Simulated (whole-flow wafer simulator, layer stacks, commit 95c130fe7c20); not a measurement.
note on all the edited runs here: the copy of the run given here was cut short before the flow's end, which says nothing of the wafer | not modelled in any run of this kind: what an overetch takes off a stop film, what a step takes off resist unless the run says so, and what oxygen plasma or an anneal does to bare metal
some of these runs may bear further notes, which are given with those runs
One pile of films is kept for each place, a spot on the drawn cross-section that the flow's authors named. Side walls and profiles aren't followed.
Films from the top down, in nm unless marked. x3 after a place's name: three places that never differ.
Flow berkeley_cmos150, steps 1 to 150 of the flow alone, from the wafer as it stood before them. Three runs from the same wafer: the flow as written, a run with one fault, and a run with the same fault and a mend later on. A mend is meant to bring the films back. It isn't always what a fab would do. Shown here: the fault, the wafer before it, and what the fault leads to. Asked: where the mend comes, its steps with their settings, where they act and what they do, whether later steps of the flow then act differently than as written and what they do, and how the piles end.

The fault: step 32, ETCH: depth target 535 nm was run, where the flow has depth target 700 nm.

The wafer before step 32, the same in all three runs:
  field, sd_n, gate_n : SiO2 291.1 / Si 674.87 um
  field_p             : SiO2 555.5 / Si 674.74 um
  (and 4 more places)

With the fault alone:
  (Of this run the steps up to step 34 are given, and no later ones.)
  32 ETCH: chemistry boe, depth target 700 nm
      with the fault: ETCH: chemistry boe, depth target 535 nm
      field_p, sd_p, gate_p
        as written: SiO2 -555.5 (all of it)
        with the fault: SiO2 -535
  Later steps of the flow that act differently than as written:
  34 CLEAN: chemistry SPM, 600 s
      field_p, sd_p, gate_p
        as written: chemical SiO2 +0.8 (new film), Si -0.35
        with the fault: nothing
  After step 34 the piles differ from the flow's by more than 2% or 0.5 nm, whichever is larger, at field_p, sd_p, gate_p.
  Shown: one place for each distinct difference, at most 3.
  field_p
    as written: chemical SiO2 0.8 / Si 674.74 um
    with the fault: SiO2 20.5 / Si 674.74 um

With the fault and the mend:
  The mend comes after step 33.
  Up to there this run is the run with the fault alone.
  33a ETCH: chemistry boe, depth target 165 nm (the flow's step 32 once more, with other settings)
      field_p, sd_p, gate_p
        SiO2 -20.5 (all of it)
  No later step of the flow acts differently than as written at any place that is followed.
  At the end the piles are the same as the flow's at every place that both follow.
